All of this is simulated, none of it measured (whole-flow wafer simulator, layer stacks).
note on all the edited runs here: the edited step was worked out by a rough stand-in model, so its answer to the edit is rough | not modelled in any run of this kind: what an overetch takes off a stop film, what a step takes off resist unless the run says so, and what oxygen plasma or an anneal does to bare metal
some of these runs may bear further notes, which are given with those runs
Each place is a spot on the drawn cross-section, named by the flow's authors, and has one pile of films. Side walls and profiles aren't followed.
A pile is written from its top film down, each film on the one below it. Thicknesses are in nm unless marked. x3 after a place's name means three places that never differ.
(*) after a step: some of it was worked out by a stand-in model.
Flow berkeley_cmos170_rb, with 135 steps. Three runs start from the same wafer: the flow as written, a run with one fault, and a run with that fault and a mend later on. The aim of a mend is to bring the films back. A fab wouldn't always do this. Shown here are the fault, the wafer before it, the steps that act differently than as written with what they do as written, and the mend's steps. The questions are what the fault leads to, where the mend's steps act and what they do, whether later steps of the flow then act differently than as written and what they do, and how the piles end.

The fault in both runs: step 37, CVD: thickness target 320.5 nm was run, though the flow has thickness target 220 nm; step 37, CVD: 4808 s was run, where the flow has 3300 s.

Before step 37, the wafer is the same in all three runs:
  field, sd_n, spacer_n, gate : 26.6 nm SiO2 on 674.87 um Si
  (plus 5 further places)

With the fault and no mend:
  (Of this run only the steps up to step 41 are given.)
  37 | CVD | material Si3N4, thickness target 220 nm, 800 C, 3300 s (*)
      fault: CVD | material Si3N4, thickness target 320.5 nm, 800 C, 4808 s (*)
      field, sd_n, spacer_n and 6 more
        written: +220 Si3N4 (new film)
        fault: +320.5 Si3N4 (new film)
  Every later step of the flow up to step 41 that is run acts as written at every place that is followed.
  Once step 41 is done, the piles at field, sd_n, spacer_n and 6 more depart from the flow's by more than 2% or 0.5 nm, whichever is larger.
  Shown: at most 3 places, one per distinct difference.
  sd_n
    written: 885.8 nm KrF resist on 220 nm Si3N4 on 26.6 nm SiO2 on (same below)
    fault: 885.8 nm KrF resist on 320.5 nm Si3N4 on 26.6 nm SiO2 on (same below)
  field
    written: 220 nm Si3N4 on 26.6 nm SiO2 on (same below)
    fault: 320.5 nm Si3N4 on 26.6 nm SiO2 on (same below)

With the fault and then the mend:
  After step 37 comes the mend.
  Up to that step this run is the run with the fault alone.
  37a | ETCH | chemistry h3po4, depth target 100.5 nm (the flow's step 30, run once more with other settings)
      field, sd_n, spacer_n and 6 more
        -100.5 Si3N4
  Every later step of the flow that is run acts as written at every place that is followed.
  The piles end the same as the flow's at every place that both follow.
